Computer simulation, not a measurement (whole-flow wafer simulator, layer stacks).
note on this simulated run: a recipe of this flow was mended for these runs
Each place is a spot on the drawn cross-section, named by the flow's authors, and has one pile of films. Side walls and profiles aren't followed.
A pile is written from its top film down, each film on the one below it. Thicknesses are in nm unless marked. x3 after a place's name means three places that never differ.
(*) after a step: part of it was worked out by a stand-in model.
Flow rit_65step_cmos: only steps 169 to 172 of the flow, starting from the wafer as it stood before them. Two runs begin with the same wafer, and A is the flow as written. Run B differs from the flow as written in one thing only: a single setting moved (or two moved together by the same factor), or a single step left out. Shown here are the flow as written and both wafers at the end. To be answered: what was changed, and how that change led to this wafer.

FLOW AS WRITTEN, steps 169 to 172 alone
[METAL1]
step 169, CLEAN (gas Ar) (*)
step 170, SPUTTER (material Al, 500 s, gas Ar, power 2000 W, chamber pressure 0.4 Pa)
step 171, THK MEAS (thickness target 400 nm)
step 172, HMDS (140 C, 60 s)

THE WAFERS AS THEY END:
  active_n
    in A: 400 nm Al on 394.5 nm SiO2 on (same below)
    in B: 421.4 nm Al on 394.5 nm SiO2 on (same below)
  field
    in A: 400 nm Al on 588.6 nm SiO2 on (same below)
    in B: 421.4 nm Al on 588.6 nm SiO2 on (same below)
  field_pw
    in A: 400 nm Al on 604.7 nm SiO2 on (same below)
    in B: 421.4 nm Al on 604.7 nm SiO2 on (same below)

The reason: step 170, SPUTTER: power 2107 W was run, though the flow has power 2000 W.

Step by step, how the change led to this:
  step 170, SPUTTER (material Al, 500 s, gas Ar, power 2000 W, chamber pressure 0.4 Pa)
      field, field_pw, field_nw and 10 more: A Al gains 400 (new film) | B Al gains 421.4 (new film)
      contact: A Al gains 255.4 (new film) | B Al gains 267.8 (new film)
